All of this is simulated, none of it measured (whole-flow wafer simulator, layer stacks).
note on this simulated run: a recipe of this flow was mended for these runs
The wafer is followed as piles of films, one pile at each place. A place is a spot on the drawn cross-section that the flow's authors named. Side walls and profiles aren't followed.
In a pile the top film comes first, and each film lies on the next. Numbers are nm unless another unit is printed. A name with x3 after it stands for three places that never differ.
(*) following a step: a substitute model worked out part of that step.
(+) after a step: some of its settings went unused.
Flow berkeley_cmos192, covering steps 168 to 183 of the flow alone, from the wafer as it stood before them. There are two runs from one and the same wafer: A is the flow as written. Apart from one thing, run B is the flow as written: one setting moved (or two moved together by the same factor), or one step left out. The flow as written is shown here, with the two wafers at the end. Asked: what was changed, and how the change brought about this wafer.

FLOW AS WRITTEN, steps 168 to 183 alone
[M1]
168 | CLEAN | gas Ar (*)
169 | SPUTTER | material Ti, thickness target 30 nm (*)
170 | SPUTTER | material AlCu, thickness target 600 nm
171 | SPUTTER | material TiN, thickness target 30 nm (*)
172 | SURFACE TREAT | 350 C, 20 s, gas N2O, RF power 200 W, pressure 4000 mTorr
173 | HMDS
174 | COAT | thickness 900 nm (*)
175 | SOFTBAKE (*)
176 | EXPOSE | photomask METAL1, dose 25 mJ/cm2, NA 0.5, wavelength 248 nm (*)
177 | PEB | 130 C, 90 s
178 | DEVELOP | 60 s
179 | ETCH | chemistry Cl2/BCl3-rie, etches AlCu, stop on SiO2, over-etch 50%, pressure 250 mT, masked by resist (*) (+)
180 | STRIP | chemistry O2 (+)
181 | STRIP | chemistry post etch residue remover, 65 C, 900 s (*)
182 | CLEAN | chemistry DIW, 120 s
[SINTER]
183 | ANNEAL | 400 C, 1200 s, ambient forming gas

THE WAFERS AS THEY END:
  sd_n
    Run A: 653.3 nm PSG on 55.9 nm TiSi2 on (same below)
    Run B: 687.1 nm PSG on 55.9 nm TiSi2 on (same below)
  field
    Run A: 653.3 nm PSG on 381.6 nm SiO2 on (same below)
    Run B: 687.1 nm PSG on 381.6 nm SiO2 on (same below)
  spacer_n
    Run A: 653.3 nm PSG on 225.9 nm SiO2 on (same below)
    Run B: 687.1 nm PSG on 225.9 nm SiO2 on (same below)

What caused this: step 170, SPUTTER: thickness target 870 nm was run, while the flow as written has thickness target 600 nm.

Step by step, how the change led to this:
  170 | SPUTTER | material AlCu, thickness target 600 nm
      field, sd_n, spacer_n, gate, spacer_p, gate_p, m1: A +600 AlCu (new film) | B +870 AlCu (new film)
      sd_p: A +557.4 AlCu (new film) | B +822 AlCu (new film)
      (also at 1 further place)
  171 | SPUTTER | material TiN, thickness target 30 nm (*)
      contact: A +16 TiN (new film) | B +13.3 TiN (new film)
  174 | COAT | thickness 900 nm (*)
      contact: A +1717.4 KrF-resist (new film) | B +1822.1 KrF-resist (new film)
  179 | ETCH | chemistry Cl2/BCl3-rie, etches AlCu, stop on SiO2, over-etch 50%, pressure 250 mT, masked by resist (*) (+)
      field, sd_n, spacer_n, gate, spacer_p, gate_p: A -30 TiN (all of it), -600 AlCu (all of it), -30 Ti (all of it), -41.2 PSG | B -30 TiN (all of it), -870 AlCu (all of it), -30 Ti (all of it), -7.5 PSG
      sd_p: A -26.2 TiN (all of it), -557.4 AlCu (all of it), -26.8 Ti (all of it), -47.4 PSG | B -26.2 TiN (all of it), -822 AlCu (all of it), -26.8 Ti (all of it), -14.4 PSG
  180 | STRIP | chemistry O2 (+)
      contact: A -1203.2 KrF-resist (all of it) | B -1307.5 KrF-resist (all of it)
